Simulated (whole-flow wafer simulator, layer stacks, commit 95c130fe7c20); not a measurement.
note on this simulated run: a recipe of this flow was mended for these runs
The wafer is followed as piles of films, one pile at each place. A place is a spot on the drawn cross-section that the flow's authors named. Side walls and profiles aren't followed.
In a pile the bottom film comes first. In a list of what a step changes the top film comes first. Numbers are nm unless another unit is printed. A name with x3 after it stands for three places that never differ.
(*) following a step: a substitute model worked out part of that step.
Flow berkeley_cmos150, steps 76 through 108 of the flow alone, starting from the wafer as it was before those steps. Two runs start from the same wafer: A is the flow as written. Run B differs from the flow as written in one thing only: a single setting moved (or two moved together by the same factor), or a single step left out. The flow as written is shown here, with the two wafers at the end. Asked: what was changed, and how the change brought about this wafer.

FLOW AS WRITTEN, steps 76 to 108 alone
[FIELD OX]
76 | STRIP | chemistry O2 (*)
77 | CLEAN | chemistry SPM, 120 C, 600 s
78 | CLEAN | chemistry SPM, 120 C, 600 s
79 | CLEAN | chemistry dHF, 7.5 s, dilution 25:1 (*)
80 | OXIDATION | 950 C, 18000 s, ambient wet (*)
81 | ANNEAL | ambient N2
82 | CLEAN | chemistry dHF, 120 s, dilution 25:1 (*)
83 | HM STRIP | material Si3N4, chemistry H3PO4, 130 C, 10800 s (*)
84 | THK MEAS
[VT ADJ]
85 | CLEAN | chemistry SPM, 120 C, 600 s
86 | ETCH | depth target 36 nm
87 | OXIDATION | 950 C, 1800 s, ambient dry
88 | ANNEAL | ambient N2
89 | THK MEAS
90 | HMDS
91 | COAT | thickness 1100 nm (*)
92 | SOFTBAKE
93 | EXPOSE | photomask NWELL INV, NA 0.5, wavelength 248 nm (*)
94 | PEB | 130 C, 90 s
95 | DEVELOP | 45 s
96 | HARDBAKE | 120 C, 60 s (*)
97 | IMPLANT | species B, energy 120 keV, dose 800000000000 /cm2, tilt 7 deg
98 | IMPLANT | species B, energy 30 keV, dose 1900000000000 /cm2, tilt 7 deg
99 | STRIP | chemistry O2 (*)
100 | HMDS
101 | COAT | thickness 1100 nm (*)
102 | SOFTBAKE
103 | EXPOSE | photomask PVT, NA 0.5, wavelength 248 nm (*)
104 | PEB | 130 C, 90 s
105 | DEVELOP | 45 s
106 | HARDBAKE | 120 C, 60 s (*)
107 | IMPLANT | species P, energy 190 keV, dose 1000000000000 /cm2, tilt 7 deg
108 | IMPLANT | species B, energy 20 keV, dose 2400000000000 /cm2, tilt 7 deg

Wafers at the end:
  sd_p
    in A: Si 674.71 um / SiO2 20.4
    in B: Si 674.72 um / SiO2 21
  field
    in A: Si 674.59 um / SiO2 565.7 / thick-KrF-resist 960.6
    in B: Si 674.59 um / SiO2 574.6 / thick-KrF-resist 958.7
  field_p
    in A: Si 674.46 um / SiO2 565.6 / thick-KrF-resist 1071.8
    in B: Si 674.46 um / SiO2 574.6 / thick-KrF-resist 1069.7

The reason: step 86, ETCH: depth target 27 nm was run, though the flow has depth target 36 nm.

Step by step, how the change led to this:
  86 | ETCH | depth target 36 nm
      gate_n, sd_p, gate_p, contact, m1: A -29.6 SiO2 (all of it) | B -27 SiO2
      field, field_p, sd_n: A -36 SiO2 | B -27 SiO2
  87 | OXIDATION | 950 C, 1800 s, ambient dry
      gate_n, sd_p, gate_p, contact, m1: A +20.4 SiO2 (new film), -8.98 Si | B +18.4 SiO2, -8.1 Si
      sd_n: A +12.1 SiO2, -5.32 Si | B +9.35 SiO2, -4.12 Si
